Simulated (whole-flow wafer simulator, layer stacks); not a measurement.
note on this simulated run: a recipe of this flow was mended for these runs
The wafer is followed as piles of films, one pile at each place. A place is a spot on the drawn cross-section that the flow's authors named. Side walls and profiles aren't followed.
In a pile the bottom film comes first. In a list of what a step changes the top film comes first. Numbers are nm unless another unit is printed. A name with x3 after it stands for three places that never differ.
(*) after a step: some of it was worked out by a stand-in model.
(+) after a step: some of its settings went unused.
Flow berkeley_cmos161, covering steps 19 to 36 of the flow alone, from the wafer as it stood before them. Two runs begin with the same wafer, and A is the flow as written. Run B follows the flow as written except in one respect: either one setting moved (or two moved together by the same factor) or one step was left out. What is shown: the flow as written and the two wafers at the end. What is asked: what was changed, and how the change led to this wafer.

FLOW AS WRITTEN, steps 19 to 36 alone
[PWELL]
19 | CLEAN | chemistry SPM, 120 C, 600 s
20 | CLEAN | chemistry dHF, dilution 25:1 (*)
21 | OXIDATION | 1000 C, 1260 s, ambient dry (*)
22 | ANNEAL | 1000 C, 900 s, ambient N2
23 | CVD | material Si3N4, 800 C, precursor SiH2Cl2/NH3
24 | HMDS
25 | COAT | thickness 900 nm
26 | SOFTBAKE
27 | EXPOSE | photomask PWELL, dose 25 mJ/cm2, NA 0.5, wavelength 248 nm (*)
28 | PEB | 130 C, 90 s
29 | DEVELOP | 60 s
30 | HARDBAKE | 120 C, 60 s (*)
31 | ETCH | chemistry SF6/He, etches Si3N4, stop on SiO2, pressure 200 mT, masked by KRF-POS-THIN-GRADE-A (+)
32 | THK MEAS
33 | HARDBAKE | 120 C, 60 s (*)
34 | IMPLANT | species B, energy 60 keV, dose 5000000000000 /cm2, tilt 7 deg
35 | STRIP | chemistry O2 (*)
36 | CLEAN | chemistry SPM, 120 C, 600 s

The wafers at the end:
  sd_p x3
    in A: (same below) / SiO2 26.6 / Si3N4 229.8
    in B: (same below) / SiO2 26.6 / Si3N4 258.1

What caused this: step 23, CVD: 812 C was run, though the flow has 800 C.

The path from the change to this, step by step:
  23 | CVD | material Si3N4, 800 C, precursor SiH2Cl2/NH3
      field x6, sd_p x3: A Si3N4 gains 229.8 (new film) | B Si3N4 gains 258.1 (new film)
  31 | ETCH | chemistry SF6/He, etches Si3N4, stop on SiO2, pressure 200 mT, masked by KRF-POS-THIN-GRADE-A (+)
      field x6: A Si3N4 loses 229.8 (all of it), SiO2 loses 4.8 | B Si3N4 loses 258.1 (all of it), SiO2 loses 4.8
      sd_p x3: A KrF-resist loses 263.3 | B KrF-resist loses 294.1
  35 | STRIP | chemistry O2 (*)
      sd_p x3: A KrF-resist loses 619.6 (all of it) | B KrF-resist loses 588.8 (all of it)
